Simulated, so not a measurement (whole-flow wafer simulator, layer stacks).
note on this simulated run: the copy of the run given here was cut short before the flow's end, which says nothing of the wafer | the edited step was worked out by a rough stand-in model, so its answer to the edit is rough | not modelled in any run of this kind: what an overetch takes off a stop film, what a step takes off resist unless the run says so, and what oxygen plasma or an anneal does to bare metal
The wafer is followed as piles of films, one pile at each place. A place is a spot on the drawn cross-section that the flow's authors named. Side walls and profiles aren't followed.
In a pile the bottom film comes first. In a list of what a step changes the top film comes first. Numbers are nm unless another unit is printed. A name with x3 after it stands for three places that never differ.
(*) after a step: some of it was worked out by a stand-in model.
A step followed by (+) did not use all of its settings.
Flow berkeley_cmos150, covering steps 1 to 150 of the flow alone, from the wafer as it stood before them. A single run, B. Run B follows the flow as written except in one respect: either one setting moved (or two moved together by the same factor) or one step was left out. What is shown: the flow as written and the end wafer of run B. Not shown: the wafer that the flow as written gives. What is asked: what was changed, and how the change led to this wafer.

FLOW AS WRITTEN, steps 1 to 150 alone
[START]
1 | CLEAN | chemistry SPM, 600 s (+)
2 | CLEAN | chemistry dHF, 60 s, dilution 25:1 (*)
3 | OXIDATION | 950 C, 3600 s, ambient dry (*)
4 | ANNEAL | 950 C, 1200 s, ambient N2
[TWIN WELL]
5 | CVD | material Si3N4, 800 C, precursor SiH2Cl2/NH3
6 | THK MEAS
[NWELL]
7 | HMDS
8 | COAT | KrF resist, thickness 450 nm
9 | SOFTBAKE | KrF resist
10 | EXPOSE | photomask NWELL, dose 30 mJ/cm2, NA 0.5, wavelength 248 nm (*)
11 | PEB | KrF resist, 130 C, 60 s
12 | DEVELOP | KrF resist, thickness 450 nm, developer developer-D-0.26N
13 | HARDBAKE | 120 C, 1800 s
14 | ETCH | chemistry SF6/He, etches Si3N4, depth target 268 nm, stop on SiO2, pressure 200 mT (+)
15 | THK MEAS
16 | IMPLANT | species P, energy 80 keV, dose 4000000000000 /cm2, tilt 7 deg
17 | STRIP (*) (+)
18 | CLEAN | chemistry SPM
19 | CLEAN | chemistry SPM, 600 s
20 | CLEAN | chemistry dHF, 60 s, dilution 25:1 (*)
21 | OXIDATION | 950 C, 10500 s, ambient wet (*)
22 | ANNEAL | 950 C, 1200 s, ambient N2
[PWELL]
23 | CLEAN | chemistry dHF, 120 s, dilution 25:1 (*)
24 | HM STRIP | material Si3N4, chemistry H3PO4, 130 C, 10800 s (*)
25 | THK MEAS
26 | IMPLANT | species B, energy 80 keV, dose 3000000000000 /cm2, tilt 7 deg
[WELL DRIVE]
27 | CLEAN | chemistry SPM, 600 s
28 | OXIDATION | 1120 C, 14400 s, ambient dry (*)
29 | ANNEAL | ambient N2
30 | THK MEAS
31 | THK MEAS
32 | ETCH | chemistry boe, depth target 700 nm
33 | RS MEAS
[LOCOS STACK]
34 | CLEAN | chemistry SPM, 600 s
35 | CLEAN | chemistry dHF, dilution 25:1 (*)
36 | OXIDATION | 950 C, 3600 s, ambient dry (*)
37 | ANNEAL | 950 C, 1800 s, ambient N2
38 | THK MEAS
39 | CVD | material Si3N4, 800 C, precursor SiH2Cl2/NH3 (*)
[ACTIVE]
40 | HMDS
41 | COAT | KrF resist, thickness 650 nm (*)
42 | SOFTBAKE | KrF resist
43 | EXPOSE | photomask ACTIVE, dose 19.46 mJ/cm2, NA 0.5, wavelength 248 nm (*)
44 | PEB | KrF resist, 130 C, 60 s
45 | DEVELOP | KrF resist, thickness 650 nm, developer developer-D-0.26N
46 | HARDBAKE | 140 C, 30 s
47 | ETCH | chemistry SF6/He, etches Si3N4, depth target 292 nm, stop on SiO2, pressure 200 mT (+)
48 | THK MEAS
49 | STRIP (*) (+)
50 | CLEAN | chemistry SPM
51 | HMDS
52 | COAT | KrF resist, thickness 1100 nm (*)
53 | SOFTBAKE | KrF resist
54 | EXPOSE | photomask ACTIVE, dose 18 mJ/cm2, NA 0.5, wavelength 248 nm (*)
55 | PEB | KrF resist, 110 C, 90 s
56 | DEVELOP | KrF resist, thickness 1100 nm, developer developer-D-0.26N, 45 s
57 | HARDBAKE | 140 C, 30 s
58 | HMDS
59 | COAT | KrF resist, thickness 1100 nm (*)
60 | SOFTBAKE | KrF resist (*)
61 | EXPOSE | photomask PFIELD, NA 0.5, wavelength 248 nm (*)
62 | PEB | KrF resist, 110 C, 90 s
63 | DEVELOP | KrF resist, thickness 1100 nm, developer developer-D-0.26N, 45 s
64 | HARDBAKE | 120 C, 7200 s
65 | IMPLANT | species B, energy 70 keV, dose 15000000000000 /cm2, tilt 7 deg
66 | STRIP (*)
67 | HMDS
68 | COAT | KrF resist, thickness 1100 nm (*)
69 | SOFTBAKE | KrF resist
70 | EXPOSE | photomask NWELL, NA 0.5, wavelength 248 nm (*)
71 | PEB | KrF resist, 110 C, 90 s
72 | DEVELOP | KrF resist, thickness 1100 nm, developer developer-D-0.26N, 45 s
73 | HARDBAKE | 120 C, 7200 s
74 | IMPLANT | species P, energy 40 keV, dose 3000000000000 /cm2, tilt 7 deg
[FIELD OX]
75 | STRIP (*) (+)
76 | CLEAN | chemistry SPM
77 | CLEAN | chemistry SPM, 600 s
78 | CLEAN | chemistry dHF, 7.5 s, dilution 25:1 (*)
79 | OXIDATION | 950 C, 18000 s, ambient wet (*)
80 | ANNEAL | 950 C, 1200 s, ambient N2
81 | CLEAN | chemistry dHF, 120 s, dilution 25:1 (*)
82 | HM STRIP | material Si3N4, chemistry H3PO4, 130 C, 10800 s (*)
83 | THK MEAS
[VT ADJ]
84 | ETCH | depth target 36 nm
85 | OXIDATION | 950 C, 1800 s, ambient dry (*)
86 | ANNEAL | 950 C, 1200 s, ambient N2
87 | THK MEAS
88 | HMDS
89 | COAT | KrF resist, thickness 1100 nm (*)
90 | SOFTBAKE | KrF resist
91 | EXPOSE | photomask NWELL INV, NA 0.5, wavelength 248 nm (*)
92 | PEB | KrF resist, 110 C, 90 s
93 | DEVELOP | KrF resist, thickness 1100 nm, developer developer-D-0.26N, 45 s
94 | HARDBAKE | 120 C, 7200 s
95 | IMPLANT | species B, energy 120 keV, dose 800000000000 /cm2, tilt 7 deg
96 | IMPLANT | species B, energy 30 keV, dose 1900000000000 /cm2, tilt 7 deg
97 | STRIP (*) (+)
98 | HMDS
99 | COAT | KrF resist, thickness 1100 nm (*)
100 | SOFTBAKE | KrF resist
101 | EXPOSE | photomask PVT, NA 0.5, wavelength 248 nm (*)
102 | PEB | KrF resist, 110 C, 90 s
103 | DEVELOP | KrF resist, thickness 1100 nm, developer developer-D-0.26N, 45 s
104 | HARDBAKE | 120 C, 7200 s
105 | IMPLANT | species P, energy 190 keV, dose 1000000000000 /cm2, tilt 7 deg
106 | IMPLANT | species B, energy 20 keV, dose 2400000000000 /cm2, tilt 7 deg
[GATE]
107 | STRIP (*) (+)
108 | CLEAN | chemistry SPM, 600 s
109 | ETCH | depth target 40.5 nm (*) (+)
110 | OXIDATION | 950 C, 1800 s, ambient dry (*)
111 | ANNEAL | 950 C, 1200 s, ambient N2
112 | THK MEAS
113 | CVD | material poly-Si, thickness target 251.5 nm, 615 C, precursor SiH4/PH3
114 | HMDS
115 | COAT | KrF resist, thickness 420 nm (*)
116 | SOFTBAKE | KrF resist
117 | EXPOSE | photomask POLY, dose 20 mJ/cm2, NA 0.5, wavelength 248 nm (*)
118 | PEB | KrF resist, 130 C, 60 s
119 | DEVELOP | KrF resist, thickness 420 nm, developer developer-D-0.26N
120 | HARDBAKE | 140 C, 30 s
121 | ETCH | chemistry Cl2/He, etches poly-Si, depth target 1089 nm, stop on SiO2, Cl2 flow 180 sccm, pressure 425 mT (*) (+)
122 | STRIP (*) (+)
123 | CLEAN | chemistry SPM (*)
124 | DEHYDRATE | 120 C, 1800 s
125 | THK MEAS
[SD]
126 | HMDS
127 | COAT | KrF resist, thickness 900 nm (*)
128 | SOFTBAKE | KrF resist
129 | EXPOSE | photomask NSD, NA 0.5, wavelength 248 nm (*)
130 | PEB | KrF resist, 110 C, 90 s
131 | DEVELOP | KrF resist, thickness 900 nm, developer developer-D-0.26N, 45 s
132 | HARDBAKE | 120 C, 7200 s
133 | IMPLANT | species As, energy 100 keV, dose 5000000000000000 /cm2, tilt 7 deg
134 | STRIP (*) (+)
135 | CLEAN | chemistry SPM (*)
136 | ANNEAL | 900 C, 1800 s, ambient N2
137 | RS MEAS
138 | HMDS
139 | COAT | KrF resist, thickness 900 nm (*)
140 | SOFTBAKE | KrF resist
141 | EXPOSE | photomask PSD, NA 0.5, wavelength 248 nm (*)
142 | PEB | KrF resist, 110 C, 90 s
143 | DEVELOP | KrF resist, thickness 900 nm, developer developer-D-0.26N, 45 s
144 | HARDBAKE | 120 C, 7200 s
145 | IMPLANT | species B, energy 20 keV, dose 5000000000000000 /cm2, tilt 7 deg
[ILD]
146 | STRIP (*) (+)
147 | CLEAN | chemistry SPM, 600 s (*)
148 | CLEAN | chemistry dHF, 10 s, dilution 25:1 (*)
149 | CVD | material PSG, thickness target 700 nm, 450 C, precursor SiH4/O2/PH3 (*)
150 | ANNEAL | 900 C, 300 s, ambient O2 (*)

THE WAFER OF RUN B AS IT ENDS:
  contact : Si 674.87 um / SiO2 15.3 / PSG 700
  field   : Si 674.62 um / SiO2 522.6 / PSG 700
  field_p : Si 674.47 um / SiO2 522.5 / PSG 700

What caused this: step 28, OXIDATION: 1064 C was run, whereas the flow has 1120 C.

How this came from the change, step by step:
  28 | OXIDATION | 1120 C, 14400 s, ambient dry (*)
      field, sd_n, gate_n, contact, m1: SiO2 gains 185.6, Si loses 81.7 (in the flow as written it would be: SiO2 gains 261.5, Si loses 115.1)
      field_p, sd_p, gate_p: SiO2 gains 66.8, Si loses 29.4 (in the flow as written it would be: SiO2 gains 103.6, Si loses 45.6)
  32 | ETCH | chemistry boe, depth target 700 nm
      field, sd_n, gate_n, contact, m1: SiO2 loses 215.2 (all of it) (in the flow as written it would be: SiO2 loses 291.1 (all of it))
      field_p, sd_p, gate_p: SiO2 loses 518.7 (all of it) (in the flow as written it would be: SiO2 loses 555.5 (all of it))
